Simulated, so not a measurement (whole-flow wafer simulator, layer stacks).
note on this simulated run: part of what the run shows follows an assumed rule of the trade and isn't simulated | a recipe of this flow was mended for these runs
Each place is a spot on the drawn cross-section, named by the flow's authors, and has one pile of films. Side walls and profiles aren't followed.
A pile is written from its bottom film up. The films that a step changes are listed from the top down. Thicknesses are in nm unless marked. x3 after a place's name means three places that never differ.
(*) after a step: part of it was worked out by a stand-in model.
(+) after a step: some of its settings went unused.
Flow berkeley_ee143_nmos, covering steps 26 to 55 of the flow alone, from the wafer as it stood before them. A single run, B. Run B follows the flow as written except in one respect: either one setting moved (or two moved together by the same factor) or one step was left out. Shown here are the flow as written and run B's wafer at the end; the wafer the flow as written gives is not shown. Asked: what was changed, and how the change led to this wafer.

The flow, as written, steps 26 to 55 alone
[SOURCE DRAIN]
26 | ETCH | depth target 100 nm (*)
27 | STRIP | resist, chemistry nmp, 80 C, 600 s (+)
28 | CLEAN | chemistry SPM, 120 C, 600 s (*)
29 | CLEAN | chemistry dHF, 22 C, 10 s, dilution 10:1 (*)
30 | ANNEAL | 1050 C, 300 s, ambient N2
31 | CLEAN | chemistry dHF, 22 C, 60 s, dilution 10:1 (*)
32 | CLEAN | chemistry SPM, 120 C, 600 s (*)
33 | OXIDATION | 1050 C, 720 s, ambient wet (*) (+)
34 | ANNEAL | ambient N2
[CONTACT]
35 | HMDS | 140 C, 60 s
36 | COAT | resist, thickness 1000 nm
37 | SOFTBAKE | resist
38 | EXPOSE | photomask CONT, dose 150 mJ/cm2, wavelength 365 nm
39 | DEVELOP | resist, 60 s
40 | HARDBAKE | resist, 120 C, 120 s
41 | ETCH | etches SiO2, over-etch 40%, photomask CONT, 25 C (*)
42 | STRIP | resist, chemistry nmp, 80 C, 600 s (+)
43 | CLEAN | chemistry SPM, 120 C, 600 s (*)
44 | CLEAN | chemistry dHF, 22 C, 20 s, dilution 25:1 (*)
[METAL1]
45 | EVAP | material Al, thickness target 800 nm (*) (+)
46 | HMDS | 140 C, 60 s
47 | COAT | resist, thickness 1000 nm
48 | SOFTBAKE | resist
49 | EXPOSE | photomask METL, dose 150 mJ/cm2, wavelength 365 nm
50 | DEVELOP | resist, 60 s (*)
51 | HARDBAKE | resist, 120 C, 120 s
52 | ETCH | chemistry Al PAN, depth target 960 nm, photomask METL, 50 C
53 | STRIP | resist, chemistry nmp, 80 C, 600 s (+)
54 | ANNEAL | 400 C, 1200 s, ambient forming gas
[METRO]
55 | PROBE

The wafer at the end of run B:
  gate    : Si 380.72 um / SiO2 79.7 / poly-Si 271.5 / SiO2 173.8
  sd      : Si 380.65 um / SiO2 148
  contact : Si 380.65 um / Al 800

The reason: step 33, OXIDATION: 531 s was run, while the flow as written has 720 s.

How this came from the change, step by step:
  33 | OXIDATION | 1050 C, 720 s, ambient wet (*) (+)
      sd, contact: SiO2 gains 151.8 (new film), chemical SiO2 loses 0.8 (all of it), Si loses 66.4 (in the flow as written it would be: SiO2 gains 189.4 (new film), chemical SiO2 loses 0.8 (all of it), Si loses 83)
      gate: SiO2 gains 177.6 (new film), chemical SiO2 loses 0.8 (all of it), poly-Si loses 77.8 (in the flow as written it would be: SiO2 gains 217.6 (new film), chemical SiO2 loses 0.8 (all of it), poly-Si loses 95.4)
      (and at 1 other place as well)
  41 | ETCH | etches SiO2, over-etch 40%, photomask CONT, 25 C (*)
      contact: SiO2 loses 151.8 (all of it) (in the flow as written it would be: SiO2 loses 189.4 (all of it))
  47 | COAT | resist, thickness 1000 nm
      contact: resist gains 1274 (new film) (in the flow as written it would be: resist gains 1301 (new film))
  51 | HARDBAKE | resist, 120 C, 120 s
      contact: resist loses 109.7 (in the flow as written it would be: resist loses 112.2)
  53 | STRIP | resist, chemistry nmp, 80 C, 600 s (+)
      contact: resist loses 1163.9 (all of it) (in the flow as written it would be: resist loses 1188.4 (all of it))
